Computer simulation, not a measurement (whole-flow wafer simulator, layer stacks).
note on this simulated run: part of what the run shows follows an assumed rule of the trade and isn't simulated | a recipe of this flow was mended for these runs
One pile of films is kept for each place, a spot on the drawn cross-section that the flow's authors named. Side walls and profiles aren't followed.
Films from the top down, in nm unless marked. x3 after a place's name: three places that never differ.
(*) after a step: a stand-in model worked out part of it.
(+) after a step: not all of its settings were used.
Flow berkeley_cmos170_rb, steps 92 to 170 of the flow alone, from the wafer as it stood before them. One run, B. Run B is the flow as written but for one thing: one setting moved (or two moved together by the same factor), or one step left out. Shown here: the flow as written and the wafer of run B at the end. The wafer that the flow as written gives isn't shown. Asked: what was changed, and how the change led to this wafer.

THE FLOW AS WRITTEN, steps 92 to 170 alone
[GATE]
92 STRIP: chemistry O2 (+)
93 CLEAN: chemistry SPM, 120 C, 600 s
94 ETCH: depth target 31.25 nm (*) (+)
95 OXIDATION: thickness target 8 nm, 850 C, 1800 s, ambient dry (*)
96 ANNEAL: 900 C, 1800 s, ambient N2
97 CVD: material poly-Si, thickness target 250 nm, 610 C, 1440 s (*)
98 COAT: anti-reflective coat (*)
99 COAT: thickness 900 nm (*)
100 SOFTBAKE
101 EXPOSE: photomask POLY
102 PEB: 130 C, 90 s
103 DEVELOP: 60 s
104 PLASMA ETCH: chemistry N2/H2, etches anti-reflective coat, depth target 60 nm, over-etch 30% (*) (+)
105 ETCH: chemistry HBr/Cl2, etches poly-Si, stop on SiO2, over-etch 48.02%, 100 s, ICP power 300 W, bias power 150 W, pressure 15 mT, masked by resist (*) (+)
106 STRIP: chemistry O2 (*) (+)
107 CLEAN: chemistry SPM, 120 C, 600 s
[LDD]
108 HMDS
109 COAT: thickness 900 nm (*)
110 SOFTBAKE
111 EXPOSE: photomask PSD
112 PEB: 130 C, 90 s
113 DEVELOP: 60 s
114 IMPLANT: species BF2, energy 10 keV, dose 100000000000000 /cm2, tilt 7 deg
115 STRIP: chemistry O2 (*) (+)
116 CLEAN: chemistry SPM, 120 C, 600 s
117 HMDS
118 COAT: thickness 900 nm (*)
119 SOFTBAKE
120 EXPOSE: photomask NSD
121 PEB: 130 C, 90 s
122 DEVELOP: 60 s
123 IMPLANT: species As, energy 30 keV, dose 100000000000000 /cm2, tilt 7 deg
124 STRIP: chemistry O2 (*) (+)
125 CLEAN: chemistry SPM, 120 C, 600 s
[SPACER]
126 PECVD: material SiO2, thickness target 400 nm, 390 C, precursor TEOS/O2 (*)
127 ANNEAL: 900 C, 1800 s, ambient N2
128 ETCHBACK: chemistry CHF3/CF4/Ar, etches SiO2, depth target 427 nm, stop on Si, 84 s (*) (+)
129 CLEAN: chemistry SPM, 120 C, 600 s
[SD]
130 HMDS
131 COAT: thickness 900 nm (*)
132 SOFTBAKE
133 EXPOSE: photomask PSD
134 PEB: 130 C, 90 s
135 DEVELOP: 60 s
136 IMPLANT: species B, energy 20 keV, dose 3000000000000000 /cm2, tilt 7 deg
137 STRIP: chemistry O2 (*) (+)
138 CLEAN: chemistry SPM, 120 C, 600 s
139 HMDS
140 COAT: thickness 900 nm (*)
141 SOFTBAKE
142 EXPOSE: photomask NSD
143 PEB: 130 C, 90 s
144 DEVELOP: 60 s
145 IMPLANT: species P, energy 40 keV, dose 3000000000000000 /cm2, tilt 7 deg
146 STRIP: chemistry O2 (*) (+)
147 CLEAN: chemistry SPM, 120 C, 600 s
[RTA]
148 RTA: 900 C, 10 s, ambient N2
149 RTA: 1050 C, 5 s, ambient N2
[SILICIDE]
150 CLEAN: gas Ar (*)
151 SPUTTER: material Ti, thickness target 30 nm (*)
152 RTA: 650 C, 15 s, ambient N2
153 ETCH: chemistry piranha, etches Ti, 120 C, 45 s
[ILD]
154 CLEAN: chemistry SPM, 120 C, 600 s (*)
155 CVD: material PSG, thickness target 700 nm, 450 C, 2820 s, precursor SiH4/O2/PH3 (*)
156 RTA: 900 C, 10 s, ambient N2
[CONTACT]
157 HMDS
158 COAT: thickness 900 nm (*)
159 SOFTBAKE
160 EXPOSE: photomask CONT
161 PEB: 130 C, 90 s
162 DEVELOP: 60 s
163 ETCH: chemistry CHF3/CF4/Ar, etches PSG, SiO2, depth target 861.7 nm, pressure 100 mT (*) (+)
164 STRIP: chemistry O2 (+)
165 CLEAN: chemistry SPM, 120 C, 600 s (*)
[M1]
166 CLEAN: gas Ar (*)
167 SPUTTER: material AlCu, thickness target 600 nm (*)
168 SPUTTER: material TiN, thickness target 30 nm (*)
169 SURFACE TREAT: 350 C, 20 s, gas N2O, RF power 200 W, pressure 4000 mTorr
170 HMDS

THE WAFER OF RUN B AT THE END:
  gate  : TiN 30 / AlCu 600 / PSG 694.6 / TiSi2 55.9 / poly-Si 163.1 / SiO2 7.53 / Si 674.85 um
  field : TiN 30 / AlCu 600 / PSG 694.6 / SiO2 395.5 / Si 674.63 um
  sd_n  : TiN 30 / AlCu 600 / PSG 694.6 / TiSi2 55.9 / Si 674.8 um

The cause: step 97, CVD: thickness target 222 nm was run, where the flow has thickness target 250 nm; step 97, CVD: 1278 s was run, where the flow has 1440 s.

How the change led to this, step by step:
  97 CVD: material poly-Si, thickness target 250 nm, 610 C, 1440 s (*)
      field, sd_n, spacer_n and 6 more: poly-Si +222 (new film) (as written it would be: poly-Si +250 (new film))
  105 ETCH: chemistry HBr/Cl2, etches poly-Si, stop on SiO2, over-etch 48.02%, 100 s, ICP power 300 W, bias power 150 W, pressure 15 mT, masked by resist (*) (+)
      spacer_n, spacer_p: poly-Si -220.6 (all of it), SiO2 -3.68 (as written it would be: poly-Si -248.5 (all of it), SiO2 -1.53)
      field: poly-Si -217.1 (all of it), SiO2 -3.95 (as written it would be: poly-Si -245 (all of it), SiO2 -1.8)
      (and at 4 more places)
  109 COAT: thickness 900 nm (*)
      gate: KrF-resist +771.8 (new film) (as written it would be: KrF-resist +749.5 (new film))
      gate_p: KrF-resist +768 (new film) (as written it would be: KrF-resist +745.7 (new film))
  113 DEVELOP: 60 s
      gate_p: KrF-resist -766.3 (all of it) (as written it would be: KrF-resist -744.1 (all of it))
  115 STRIP: chemistry O2 (*) (+)
      gate: KrF-resist -755.2 (all of it), chemical SiO2 +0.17 (as written it would be: KrF-resist -733 (all of it), chemical SiO2 +0.17)
  118 COAT: thickness 900 nm (*)
      gate: KrF-resist +771.7 (new film) (as written it would be: KrF-resist +748.7 (new film))
      gate_p: KrF-resist +767.8 (new film) (as written it would be: KrF-resist +744.7 (new film))
  122 DEVELOP: 60 s
      gate: KrF-resist -770 (all of it) (as written it would be: KrF-resist -747.1 (all of it))
  124 STRIP: chemistry O2 (*) (+)
      gate_p: KrF-resist -751.2 (all of it), chemical SiO2 +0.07 (as written it would be: KrF-resist -728.2 (all of it), chemical SiO2 +0.07)
  128 ETCHBACK: chemistry CHF3/CF4/Ar, etches SiO2, depth target 427 nm, stop on Si, 84 s (*) (+)
      spacer_n: SiO2 -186 (as written it would be: SiO2 -160.1)
      spacer_p: SiO2 -185.9 (as written it would be: SiO2 -160.1)
  131 COAT: thickness 900 nm (*)
      spacer_n: KrF-resist +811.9 (new film) (as written it would be: KrF-resist +791.7 (new film))
      gate: KrF-resist +790.5 (new film) (as written it would be: KrF-resist +770.7 (new film))
      (and at 2 more places)
  135 DEVELOP: 60 s
      spacer_p: KrF-resist -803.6 (all of it) (as written it would be: KrF-resist -783.4 (all of it))
      gate_p: KrF-resist -782.1 (all of it) (as written it would be: KrF-resist -762.3 (all of it))
  137 STRIP: chemistry O2 (*) (+)
      spacer_n: KrF-resist -795.2 (all of it) (as written it would be: KrF-resist -775.1 (all of it))
      gate: KrF-resist -773.9 (all of it), chemical SiO2 +0.17, poly-Si -0.07 (as written it would be: KrF-resist -754.1 (all of it), chemical SiO2 +0.17, poly-Si -0.08)
  140 COAT: thickness 900 nm (*)
      spacer_n: KrF-resist +812 (new film) (as written it would be: KrF-resist +791.4 (new film))
      gate: KrF-resist +790.6 (new film) (as written it would be: KrF-resist +770.4 (new film))
      (and at 2 more places)
  144 DEVELOP: 60 s
      spacer_n: KrF-resist -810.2 (all of it) (as written it would be: KrF-resist -789.7 (all of it))
      gate: KrF-resist -788.9 (all of it) (as written it would be: KrF-resist -768.7 (all of it))
  146 STRIP: chemistry O2 (*) (+)
      spacer_p: KrF-resist -789.2 (all of it) (as written it would be: KrF-resist -768.5 (all of it))
      gate_p: KrF-resist -767.5 (all of it), chemical SiO2 +0.07 (as written it would be: KrF-resist -747.2 (all of it), chemical SiO2 +0.07)
  164 STRIP: chemistry O2 (+)
      spacer_n: KrF-resist -613 (all of it) (as written it would be: KrF-resist -598.3 (all of it))
      gate: KrF-resist -590.9 (all of it) (as written it would be: KrF-resist -577.9 (all of it))
      (and at 2 more places)
